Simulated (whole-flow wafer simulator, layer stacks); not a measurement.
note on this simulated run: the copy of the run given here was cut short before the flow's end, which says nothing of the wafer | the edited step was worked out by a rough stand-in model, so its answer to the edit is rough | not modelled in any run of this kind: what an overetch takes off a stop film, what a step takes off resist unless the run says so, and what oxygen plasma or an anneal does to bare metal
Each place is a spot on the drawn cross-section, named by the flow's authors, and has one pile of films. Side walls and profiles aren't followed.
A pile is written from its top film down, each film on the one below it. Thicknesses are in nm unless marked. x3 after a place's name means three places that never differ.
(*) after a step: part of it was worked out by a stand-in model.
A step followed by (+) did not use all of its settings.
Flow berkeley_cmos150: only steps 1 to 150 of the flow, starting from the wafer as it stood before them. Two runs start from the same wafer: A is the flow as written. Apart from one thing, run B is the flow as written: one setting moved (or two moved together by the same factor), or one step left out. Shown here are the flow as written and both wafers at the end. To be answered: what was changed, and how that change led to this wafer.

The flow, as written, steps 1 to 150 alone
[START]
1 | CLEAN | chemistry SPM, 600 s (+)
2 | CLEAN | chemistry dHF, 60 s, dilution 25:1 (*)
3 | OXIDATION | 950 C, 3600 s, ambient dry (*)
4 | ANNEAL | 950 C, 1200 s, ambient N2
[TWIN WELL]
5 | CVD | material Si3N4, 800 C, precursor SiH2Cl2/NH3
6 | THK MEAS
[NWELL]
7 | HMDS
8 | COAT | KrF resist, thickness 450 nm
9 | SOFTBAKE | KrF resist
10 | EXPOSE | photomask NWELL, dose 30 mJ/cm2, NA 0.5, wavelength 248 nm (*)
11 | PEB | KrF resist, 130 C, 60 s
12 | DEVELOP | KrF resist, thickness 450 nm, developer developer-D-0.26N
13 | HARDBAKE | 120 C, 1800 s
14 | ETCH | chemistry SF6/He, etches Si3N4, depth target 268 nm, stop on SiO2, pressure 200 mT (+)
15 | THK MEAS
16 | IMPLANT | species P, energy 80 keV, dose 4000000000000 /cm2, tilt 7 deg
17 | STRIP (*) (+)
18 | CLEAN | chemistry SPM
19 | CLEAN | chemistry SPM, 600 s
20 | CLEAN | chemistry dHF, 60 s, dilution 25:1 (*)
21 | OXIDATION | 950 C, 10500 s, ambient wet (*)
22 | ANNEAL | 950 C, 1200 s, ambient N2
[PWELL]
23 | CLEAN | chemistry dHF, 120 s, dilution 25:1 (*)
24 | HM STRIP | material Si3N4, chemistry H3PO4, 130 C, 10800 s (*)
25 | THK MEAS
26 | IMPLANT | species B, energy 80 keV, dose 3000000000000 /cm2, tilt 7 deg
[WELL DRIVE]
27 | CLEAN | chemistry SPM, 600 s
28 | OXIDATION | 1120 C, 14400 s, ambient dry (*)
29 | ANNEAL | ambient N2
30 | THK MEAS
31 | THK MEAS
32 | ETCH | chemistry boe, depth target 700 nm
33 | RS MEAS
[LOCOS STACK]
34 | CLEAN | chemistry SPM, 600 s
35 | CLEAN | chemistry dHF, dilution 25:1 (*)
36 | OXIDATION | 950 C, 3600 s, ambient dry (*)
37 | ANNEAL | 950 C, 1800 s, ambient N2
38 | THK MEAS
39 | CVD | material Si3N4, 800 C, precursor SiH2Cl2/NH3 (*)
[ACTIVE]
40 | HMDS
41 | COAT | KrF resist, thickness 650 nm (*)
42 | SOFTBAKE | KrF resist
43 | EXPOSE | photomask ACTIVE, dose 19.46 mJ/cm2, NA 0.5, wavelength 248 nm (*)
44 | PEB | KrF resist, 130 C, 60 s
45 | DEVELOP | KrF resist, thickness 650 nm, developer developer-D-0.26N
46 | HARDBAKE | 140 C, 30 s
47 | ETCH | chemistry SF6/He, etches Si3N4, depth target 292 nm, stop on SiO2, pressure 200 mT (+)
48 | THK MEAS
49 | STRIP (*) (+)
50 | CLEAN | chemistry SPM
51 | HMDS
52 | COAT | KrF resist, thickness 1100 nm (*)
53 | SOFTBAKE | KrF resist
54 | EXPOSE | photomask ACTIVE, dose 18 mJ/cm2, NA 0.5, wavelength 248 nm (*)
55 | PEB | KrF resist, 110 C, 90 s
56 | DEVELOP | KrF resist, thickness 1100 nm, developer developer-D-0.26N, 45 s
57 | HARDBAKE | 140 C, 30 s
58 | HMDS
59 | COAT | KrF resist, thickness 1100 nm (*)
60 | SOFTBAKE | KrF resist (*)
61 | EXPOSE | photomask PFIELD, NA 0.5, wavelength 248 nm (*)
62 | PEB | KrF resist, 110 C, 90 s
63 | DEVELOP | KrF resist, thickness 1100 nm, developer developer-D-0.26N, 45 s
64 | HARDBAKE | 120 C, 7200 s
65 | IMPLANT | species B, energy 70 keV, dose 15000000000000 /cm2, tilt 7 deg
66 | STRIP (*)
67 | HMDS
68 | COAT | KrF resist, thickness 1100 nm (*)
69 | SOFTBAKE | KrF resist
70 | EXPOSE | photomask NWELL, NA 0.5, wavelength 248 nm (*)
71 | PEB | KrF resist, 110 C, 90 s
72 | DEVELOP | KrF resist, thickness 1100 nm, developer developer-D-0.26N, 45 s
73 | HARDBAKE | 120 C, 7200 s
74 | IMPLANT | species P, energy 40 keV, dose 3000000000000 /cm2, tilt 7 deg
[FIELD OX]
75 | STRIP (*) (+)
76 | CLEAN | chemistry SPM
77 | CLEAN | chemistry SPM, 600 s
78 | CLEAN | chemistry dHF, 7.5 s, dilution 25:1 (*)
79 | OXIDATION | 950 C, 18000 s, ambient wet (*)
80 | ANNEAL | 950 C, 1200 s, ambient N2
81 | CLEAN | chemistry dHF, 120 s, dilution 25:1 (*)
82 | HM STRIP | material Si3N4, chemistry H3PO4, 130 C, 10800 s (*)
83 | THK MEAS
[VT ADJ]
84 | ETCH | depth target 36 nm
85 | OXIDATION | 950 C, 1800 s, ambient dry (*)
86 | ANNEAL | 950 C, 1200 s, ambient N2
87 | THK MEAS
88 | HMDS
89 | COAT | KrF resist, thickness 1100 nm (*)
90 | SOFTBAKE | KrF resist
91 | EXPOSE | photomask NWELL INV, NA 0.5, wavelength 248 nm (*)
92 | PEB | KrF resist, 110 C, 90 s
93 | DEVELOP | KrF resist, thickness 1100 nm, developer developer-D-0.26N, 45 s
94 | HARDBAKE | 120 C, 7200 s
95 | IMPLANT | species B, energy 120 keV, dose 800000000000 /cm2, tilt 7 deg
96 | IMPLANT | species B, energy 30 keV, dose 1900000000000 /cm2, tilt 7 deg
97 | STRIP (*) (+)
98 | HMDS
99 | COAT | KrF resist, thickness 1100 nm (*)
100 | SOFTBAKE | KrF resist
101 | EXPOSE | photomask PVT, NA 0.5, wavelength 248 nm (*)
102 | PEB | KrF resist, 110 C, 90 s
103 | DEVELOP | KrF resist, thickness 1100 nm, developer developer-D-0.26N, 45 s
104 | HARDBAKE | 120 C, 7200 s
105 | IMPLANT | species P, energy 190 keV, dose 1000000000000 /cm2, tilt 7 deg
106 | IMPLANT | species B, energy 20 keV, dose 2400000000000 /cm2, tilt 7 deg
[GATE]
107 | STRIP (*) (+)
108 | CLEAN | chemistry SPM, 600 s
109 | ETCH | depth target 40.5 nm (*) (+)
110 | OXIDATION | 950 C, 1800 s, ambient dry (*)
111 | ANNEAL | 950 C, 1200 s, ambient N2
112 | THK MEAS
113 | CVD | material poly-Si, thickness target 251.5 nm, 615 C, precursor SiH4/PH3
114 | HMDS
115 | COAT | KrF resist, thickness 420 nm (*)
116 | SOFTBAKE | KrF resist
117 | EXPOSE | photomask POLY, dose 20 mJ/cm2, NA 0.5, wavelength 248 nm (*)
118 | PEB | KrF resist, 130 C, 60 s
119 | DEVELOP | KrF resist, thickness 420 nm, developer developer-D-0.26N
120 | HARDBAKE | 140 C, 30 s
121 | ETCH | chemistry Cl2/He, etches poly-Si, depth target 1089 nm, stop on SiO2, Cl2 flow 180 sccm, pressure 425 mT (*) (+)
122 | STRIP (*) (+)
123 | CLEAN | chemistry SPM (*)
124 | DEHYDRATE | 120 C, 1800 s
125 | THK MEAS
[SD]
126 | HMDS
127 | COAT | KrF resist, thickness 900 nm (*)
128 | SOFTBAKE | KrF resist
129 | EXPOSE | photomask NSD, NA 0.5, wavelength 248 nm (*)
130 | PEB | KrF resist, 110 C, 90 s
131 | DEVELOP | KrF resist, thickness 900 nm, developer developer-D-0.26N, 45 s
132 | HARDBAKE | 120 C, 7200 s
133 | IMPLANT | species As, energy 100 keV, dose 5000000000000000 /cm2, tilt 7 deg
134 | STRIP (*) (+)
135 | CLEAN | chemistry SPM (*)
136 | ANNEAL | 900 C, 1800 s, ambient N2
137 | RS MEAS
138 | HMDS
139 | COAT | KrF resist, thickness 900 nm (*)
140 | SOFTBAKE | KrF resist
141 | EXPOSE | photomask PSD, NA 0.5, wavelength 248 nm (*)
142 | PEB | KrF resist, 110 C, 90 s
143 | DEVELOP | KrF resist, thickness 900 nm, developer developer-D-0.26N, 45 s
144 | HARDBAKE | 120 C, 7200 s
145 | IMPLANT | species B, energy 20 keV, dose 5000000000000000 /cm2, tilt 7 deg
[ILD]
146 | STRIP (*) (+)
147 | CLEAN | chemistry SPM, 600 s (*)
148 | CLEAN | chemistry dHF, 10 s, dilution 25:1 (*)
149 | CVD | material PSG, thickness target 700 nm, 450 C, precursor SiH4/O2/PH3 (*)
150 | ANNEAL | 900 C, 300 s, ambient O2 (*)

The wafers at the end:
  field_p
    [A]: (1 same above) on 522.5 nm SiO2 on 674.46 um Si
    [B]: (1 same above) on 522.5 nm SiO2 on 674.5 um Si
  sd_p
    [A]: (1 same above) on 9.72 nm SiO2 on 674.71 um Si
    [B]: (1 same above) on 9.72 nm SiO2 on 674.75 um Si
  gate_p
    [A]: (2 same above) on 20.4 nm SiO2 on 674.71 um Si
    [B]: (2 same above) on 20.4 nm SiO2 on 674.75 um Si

What caused this: step 21, OXIDATION: 6825 s was run, whereas the flow has 10500 s.

The path from the change to this, step by step:
  21 | OXIDATION | 950 C, 10500 s, ambient wet (*)
      field, sd_n, gate_n, contact, m1: A SiO2 gains 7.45 (new film), Si3N4 loses 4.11 | B SiO2 gains 5.22 (new film), Si3N4 loses 2.88
      field_p, sd_p, gate_p: A SiO2 gains 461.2, Si loses 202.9 | B SiO2 gains 335.2, Si loses 147.5
  23 | CLEAN | chemistry dHF, 120 s, dilution 25:1 (*)
      field, sd_n, gate_n, contact, m1: A SiO2 loses 7.45 (all of it), Si3N4 loses 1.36 | B SiO2 loses 5.22 (all of it), Si3N4 loses 1.56
  28 | OXIDATION | 1120 C, 14400 s, ambient dry (*)
      field_p, sd_p, gate_p: A SiO2 gains 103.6, Si loses 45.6 | B SiO2 gains 129.1, Si loses 56.8
  32 | ETCH | chemistry boe, depth target 700 nm
      field_p, sd_p, gate_p: A SiO2 loses 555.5 (all of it) | B SiO2 loses 455 (all of it)
  41 | COAT | KrF resist, thickness 650 nm (*)
      field: A KrF resist gains 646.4 (new film) | B KrF resist gains 627.4 (new film)
      field_p: A KrF resist gains 715.2 (new film) | B KrF resist gains 693.7 (new film)
      (also at 1 further place)
  45 | DEVELOP | KrF resist, thickness 650 nm, developer developer-D-0.26N
      field: A KrF resist loses 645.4 (all of it) | B KrF resist loses 626.5 (all of it)
      field_p: A KrF resist loses 714.1 (all of it) | B KrF resist loses 692.6 (all of it)
  46 | HARDBAKE | 140 C, 30 s
      sd_p: A KrF resist loses 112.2 | B KrF resist loses 109.8
  49 | STRIP (*) (+)
      sd_p: A KrF resist loses 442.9 (all of it) | B KrF resist loses 430.9 (all of it)
      gate_p: A KrF resist loses 439.2 (all of it) | B KrF resist loses 428.4 (all of it)
  52 | COAT | KrF resist, thickness 1100 nm (*)
      field_p: A KrF resist gains 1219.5 (new film) | B KrF resist gains 1192.1 (new film)
  56 | DEVELOP | KrF resist, thickness 1100 nm, developer developer-D-0.26N, 45 s
      field_p: A KrF resist loses 1211 (all of it) | B KrF resist loses 1183.8 (all of it)
  57 | HARDBAKE | 140 C, 30 s
      sd_p: A KrF resist loses 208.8 | B KrF resist loses 204.5
  59 | COAT | KrF resist, thickness 1100 nm (*)
      field_p: A KrF resist gains 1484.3 (new film) | B KrF resist gains 1454.5 (new film)
  64 | HARDBAKE | 120 C, 7200 s
      field_p: A KrF resist loses 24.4 | B KrF resist loses 23.8
  66 | STRIP (*)
      field_p: A KrF resist loses 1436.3 (all of it) | B KrF resist loses 1407.2 (all of it)
  68 | COAT | KrF resist, thickness 1100 nm (*)
      field_p: A KrF resist gains 1219.5 (new film) | B KrF resist gains 1192.1 (new film)
  72 | DEVELOP | KrF resist, thickness 1100 nm, developer developer-D-0.26N, 45 s
      field_p: A KrF resist loses 1211 (all of it) | B KrF resist loses 1183.8 (all of it)
  ... 12 further steps ...
  146 | STRIP (*) (+)
      field_p: A KrF resist loses 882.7 (all of it) | B KrF resist loses 857.7 (all of it)
